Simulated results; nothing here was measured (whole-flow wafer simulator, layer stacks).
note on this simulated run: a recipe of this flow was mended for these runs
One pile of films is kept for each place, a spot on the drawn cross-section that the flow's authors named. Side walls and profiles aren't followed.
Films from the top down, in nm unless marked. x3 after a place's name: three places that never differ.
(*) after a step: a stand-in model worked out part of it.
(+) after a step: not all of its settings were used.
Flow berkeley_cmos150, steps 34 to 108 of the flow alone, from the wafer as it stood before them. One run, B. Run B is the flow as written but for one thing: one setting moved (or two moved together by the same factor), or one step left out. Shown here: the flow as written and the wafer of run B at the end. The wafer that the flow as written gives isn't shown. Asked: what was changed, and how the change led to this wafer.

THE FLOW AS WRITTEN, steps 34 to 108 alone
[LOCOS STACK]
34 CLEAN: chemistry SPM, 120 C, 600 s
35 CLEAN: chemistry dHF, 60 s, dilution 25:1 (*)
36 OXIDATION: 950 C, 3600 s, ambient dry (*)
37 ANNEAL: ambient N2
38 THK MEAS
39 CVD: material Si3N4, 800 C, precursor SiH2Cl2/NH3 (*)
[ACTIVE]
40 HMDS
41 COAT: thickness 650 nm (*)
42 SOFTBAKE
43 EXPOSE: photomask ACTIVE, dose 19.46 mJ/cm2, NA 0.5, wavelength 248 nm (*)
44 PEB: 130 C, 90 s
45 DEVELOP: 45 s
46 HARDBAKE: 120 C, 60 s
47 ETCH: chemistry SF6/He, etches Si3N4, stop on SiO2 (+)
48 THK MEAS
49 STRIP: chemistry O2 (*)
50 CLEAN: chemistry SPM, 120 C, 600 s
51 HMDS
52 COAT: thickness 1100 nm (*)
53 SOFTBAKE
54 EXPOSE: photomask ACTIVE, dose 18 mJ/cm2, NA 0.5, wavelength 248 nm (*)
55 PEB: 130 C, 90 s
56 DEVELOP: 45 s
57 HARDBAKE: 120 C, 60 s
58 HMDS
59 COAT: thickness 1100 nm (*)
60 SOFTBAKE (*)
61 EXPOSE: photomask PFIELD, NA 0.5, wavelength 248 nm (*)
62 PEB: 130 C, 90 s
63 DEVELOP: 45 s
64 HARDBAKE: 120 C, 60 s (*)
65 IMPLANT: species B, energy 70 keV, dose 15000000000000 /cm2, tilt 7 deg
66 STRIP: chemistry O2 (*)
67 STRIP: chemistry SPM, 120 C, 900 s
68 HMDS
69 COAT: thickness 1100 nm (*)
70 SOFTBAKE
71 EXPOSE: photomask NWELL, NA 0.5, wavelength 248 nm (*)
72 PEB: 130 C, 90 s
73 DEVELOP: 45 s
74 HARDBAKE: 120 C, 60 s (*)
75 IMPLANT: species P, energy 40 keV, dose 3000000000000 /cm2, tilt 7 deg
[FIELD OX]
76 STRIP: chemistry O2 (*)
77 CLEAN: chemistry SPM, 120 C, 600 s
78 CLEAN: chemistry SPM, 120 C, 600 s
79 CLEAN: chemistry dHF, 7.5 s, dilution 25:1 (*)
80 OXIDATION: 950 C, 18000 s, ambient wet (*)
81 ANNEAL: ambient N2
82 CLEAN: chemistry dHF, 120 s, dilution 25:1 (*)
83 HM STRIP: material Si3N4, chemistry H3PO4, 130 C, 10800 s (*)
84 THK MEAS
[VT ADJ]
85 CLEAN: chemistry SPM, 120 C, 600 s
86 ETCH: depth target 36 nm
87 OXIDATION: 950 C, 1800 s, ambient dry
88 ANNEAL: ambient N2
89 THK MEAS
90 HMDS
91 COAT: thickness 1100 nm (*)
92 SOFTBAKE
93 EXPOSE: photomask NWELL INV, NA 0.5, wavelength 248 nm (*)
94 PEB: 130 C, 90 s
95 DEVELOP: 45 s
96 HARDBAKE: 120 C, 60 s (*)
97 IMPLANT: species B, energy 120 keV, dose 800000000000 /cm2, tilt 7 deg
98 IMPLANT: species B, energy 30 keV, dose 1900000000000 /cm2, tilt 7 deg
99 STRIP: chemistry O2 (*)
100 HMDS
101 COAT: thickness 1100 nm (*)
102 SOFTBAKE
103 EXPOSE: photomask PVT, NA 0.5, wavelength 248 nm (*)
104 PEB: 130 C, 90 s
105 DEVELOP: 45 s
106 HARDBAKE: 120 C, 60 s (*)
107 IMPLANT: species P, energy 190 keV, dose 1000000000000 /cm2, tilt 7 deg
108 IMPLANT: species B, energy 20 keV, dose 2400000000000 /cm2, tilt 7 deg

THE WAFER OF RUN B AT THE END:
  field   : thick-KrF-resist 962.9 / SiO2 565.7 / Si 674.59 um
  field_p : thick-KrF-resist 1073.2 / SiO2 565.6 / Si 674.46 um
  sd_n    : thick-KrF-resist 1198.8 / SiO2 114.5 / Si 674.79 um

The cause: step 39, CVD: 440 C was run, where the flow has 800 C.

How the change led to this, step by step:
  39 CVD: material Si3N4, 800 C, precursor SiH2Cl2/NH3 (*)
      field, field_p, sd_n, gate_n, sd_p, gate_p, contact, m1: Si3N4 +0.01 (new film) (as written it would be: Si3N4 +106 (new film))
  47 ETCH: chemistry SF6/He, etches Si3N4, stop on SiO2 (+)
      sd_n, gate_n, sd_p, gate_p, contact, m1: KrF-resist -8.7 (as written it would be: KrF-resist -124)
      field, field_p: Si3N4 -0.01 (all of it), SiO2 -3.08 (as written it would be: Si3N4 -106 (all of it), SiO2 -3.08)
  49 STRIP: chemistry O2 (*)
      sd_n: KrF-resist -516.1 (all of it) (as written it would be: KrF-resist -400.9 (all of it))
      gate_n: KrF-resist -524.5 (all of it) (as written it would be: KrF-resist -409.3 (all of it))
      (and at 4 more places)
  52 COAT: thickness 1100 nm (*)
      field_p: thick-KrF-resist +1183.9 (new film) (as written it would be: thick-KrF-resist +1219.5 (new film))
      sd_n: thick-KrF-resist +1080.1 (new film) (as written it would be: thick-KrF-resist +1019.1 (new film))
      (and at 5 more places)
  56 DEVELOP: 45 s
      field_p: thick-KrF-resist -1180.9 (all of it) (as written it would be: thick-KrF-resist -1216.4 (all of it))
  57 HARDBAKE: 120 C, 60 s
      sd_n: thick-KrF-resist -165 (as written it would be: thick-KrF-resist -155.7)
      gate_n: thick-KrF-resist -166.3 (as written it would be: thick-KrF-resist -158.8)
      (and at 4 more places)
  59 COAT: thickness 1100 nm (*)
      sd_n: thick-KrF-resist +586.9 (as written it would be: thick-KrF-resist +562)
      gate_n: thick-KrF-resist +696.8 (as written it would be: thick-KrF-resist +669.9)
      (and at 4 more places)
  66 STRIP: chemistry O2 (*)
      sd_n: thick-KrF-resist -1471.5 (all of it) (as written it would be: thick-KrF-resist -1395.2 (all of it))
      gate_n: thick-KrF-resist -1588.4 (all of it) (as written it would be: thick-KrF-resist -1520.2 (all of it))
      (and at 4 more places)
  69 COAT: thickness 1100 nm (*)
      field_p: thick-KrF-resist +1183.9 (new film) (as written it would be: thick-KrF-resist +1219.5 (new film))
      sd_n: thick-KrF-resist +1080.1 (new film) (as written it would be: thick-KrF-resist +1019.1 (new film))
      (and at 5 more places)
  73 DEVELOP: 45 s
      field_p: thick-KrF-resist -1180.9 (all of it) (as written it would be: thick-KrF-resist -1216.4 (all of it))
      sd_p: thick-KrF-resist -1163.4 (all of it) (as written it would be: thick-KrF-resist -1108.9 (all of it))
      (and at 1 more place)
  76 STRIP: chemistry O2 (*)
      sd_n: thick-KrF-resist -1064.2 (all of it) (as written it would be: thick-KrF-resist -1003.4 (all of it))
      gate_n: thick-KrF-resist -1072.8 (all of it) (as written it would be: thick-KrF-resist -1023.9 (all of it))
      (and at 2 more places)
  79 CLEAN: chemistry dHF, 7.5 s, dilution 25:1 (*)
      sd_p, gate_p: nothing (as written it would be: Si3N4 -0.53)
  80 OXIDATION: 950 C, 18000 s, ambient wet (*)
      gate_n, sd_p, gate_p, contact, m1: Si3N4 -0.01 (all of it) (as written it would be: SiO2 +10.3 (new film), Si3N4 -5.7)
      sd_n: Si3N4 -0.01 (all of it), SiO2 +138, Si -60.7 (as written it would be: SiO2 +10.3 (new film), Si3N4 -5.7, SiO2 +34.7, Si -15.4)
  82 CLEAN: chemistry dHF, 120 s, dilution 25:1 (*)
      sd_n, gate_n, sd_p, gate_p, contact, m1: SiO2 -23 (as written it would be: SiO2 -10.3 (all of it), Si3N4 -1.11)
  83 HM STRIP: material Si3N4, chemistry H3PO4, 130 C, 10800 s (*)
      sd_n, gate_n, contact, m1: SiO2 -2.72 (as written it would be: Si3N4 -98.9 (all of it), SiO2 -1.88)
      sd_p, gate_p: SiO2 -2.72 (as written it would be: Si3N4 -98.7 (all of it), SiO2 -1.88)
  86 ETCH: depth target 36 nm
      gate_n, sd_p, gate_p, contact, m1: SiO2 -5.8 (all of it) (as written it would be: SiO2 -29.6 (all of it))
  ... 3 more steps ...
  101 COAT: thickness 1100 nm (*)
      sd_n: thick-KrF-resist +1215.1 (new film) (as written it would be: thick-KrF-resist +1243 (new film))
